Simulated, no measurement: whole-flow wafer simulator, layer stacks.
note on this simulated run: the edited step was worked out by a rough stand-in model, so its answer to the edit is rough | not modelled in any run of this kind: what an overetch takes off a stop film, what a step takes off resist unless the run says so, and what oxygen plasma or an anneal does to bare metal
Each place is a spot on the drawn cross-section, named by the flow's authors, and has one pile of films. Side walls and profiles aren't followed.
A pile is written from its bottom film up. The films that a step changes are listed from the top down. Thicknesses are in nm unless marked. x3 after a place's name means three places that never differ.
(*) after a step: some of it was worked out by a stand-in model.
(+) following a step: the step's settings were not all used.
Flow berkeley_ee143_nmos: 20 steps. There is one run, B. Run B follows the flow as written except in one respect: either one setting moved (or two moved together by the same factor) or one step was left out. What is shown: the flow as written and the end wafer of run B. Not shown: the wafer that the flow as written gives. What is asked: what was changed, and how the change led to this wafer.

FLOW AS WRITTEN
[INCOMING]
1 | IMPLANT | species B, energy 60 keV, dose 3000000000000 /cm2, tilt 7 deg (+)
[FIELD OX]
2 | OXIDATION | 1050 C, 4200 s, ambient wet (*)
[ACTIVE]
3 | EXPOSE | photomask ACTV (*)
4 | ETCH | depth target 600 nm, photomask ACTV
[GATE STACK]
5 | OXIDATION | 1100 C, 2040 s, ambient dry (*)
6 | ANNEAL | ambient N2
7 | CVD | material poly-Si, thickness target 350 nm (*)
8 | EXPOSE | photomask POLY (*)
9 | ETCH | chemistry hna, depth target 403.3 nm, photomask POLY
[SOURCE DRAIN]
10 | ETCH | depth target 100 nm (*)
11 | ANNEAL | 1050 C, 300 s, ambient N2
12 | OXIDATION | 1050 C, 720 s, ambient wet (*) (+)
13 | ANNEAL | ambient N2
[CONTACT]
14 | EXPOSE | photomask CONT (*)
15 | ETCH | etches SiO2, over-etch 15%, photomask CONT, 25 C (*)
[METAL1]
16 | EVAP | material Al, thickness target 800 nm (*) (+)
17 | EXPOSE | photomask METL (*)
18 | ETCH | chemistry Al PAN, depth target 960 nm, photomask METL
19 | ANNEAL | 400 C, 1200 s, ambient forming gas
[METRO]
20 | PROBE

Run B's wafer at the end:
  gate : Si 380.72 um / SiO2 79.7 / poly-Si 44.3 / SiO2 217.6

The reason: step 7, CVD: thickness target 140 nm was run, while the flow as written has thickness target 350 nm.

How this came from the change, step by step:
  7 | CVD | material poly-Si, thickness target 350 nm (*)
      gate, sd, contact, field: +140 poly-Si (new film) (in the flow as written it would be: +350 poly-Si (new film))
  9 | ETCH | chemistry hna, depth target 403.3 nm, photomask POLY
      sd, contact, field: -140 poly-Si (all of it) (in the flow as written it would be: -350 poly-Si (all of it))
